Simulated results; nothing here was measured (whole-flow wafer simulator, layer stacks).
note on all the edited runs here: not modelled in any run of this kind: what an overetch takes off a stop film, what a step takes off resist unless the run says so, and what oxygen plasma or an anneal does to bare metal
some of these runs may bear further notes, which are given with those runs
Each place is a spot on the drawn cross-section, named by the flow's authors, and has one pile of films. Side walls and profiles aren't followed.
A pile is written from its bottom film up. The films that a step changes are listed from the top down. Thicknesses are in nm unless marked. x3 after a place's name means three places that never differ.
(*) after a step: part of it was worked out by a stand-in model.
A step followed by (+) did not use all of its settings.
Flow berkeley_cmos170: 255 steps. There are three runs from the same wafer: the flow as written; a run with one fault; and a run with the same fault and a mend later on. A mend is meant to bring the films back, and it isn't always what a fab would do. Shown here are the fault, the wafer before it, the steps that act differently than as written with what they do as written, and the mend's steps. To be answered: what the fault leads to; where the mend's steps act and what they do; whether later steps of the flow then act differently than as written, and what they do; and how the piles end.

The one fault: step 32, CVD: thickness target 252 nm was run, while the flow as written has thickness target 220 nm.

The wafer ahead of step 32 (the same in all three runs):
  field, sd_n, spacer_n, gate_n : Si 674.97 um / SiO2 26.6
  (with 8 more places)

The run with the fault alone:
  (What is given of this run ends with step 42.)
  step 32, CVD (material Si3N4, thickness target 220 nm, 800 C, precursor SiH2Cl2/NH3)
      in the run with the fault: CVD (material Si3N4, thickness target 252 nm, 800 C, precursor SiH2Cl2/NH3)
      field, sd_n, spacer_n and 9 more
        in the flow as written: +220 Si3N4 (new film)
        in the run with the fault: +252 Si3N4 (new film)
  Later steps of the flow acting differently than as written:
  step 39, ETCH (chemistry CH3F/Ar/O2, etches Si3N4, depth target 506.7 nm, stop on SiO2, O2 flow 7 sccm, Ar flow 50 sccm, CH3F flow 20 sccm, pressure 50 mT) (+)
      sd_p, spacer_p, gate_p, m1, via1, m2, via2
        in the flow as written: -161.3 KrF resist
        in the run with the fault: -182.7 KrF resist
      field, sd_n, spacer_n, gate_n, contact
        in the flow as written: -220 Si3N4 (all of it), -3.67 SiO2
        in the run with the fault: -252 Si3N4 (all of it), -3.67 SiO2
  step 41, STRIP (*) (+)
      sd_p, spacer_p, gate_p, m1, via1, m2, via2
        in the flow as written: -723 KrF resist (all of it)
        in the run with the fault: -701.7 KrF resist (all of it)
  After step 42, at sd_p, spacer_p, gate_p, m1, via1, m2, via2, the piles differ from the flow's by more than 2% or 0.5 nm, whichever is larger.
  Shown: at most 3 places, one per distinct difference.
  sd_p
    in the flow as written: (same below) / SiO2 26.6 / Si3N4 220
    in the run with the fault: (same below) / SiO2 26.6 / Si3N4 252

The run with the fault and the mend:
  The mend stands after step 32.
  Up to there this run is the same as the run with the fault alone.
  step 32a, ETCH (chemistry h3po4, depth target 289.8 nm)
      field, sd_n, spacer_n and 9 more
        -252 Si3N4 (all of it)
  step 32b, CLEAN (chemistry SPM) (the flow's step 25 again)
      does not change any film at any place that is followed
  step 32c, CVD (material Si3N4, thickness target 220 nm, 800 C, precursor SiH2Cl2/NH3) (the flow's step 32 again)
      field, sd_n, spacer_n and 9 more
        +220 Si3N4 (new film)
  Every later step of the flow that is run acts as written at every place that is followed.
  By the end, the piles equal the flow's at every place that both follow.
